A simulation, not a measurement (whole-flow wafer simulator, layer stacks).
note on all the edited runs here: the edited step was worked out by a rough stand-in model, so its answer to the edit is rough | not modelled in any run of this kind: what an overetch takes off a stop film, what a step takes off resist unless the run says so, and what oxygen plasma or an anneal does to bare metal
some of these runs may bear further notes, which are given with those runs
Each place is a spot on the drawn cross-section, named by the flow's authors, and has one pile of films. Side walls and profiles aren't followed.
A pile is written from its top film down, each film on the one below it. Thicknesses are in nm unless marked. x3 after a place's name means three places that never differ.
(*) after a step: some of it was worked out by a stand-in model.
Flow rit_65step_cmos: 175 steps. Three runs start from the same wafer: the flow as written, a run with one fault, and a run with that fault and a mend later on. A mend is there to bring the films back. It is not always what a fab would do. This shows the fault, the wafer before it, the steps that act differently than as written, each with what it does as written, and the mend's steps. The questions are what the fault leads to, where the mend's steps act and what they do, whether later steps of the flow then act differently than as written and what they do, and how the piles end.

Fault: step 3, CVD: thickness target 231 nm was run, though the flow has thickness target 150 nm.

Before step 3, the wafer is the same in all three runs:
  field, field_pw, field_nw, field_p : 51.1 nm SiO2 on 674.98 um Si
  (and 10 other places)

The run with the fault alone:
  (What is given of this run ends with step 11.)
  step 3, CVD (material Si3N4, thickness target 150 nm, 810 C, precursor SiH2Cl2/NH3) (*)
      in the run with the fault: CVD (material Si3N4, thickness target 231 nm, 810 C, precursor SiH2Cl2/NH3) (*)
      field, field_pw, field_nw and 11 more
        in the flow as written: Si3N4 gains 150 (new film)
        in the run with the fault: Si3N4 gains 231 (new film)
  None of the later steps of the flow up to step 11 acts differently than as written at any place that is followed.
  The piles after step 11 differ from the flow's at field, field_pw, field_nw and 11 more by more than 2% or 0.5 nm, whichever is larger.
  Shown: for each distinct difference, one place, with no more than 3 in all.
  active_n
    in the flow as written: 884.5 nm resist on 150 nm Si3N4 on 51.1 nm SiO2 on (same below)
    in the run with the fault: 884.5 nm resist on 231 nm Si3N4 on 51.1 nm SiO2 on (same below)
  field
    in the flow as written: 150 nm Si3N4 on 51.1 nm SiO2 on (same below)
    in the run with the fault: 231 nm Si3N4 on 51.1 nm SiO2 on (same below)

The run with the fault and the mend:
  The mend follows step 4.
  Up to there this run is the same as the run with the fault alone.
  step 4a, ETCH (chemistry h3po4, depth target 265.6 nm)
      field, field_pw, field_nw and 11 more
        Si3N4 loses 231 (all of it)
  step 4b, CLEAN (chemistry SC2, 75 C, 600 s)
      does not change any film at any place that is followed
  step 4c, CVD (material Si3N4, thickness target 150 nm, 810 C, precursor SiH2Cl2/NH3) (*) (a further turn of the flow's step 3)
      field, field_pw, field_nw and 11 more
        Si3N4 gains 150 (new film)
  None of the later steps of the flow acts differently than as written at any place that is followed.
  By the end, the piles equal the flow's at every place that both follow.
